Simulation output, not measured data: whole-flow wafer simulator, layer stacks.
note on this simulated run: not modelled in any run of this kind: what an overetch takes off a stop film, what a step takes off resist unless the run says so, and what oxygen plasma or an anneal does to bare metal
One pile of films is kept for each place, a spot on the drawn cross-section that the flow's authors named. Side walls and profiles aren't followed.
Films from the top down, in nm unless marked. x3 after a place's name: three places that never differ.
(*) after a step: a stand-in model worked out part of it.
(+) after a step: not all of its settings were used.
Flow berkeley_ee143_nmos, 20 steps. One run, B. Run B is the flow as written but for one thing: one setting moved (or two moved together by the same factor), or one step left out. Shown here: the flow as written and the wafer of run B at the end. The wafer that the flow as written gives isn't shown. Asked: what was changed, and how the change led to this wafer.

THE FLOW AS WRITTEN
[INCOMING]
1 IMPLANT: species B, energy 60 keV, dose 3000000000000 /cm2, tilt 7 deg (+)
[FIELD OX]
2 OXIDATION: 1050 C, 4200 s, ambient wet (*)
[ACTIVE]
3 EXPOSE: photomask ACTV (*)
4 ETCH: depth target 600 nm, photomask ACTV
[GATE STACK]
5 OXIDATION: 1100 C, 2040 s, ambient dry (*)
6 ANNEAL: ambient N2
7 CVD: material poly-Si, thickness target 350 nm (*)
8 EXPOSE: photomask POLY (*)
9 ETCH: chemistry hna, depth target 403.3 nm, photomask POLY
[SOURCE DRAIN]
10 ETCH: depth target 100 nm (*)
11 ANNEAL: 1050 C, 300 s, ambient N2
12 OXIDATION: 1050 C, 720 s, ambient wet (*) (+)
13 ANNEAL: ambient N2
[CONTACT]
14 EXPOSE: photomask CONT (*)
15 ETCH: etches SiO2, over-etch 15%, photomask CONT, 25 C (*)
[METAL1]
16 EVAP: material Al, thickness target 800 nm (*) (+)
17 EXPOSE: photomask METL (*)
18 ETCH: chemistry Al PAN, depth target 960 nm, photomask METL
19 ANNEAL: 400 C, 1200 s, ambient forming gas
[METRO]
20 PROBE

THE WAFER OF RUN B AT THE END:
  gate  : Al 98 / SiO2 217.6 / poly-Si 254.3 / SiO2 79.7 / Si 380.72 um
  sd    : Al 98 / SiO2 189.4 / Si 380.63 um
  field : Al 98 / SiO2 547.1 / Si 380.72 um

The cause: step 18, ETCH: depth target 702 nm was run, where the flow has depth target 960 nm.

How the change led to this, step by step:
  18 ETCH: chemistry Al PAN, depth target 960 nm, photomask METL
      gate, sd, field: Al -702 (as written it would be: Al -800 (all of it))
Counting metal films that touch as one body, gate has 1 body; the flow as written gives 0 bodies.
Counting metal films that touch as one body, sd has 1 body; the flow as written gives 0 bodies.
Counting metal films that touch as one body, field has 1 body; the flow as written gives 0 bodies.
